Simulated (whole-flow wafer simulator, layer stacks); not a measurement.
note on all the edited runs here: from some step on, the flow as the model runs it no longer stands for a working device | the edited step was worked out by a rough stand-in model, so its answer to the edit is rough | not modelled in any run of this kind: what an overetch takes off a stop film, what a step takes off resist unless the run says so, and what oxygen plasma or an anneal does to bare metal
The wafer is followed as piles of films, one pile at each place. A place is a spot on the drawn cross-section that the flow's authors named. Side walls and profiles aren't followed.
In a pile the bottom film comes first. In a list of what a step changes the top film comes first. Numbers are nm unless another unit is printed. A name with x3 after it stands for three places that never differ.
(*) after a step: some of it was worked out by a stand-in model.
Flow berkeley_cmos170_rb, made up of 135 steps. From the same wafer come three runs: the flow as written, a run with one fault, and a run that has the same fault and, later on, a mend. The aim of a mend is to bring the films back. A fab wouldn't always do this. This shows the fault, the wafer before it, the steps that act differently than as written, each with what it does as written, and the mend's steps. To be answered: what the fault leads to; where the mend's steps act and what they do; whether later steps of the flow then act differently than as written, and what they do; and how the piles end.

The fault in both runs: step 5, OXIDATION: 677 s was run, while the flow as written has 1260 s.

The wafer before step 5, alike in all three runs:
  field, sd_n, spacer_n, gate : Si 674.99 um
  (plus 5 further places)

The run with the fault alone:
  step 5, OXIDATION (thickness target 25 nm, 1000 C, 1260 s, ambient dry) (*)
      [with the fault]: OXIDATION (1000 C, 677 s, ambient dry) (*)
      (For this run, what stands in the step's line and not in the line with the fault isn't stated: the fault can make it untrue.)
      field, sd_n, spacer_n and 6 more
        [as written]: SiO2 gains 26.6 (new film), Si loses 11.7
        [with the fault]: SiO2 gains 19.1 (new film), Si loses 8.4
  Steps further on in the flow that do not act as written:
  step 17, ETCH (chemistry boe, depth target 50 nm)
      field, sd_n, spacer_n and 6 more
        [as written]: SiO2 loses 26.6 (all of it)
        [with the fault]: SiO2 loses 19.1 (all of it)
  When the end is reached, the piles differ only a little from the flow's at the places that both follow, at most by 2% or 0.5 nm, whichever is larger.

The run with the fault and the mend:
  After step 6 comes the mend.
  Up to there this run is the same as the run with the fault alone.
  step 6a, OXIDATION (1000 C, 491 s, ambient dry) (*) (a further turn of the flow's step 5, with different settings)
      field, sd_n, spacer_n and 6 more
        SiO2 gains 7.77, Si loses 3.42
  Every later step of the flow that is run acts as written, at every place that is followed, to within 2% or 0.5 nm, whichever is larger.
  When the end is reached, the piles differ only a little from the flow's at the places that both follow, at most by 2% or 0.5 nm, whichever is larger.
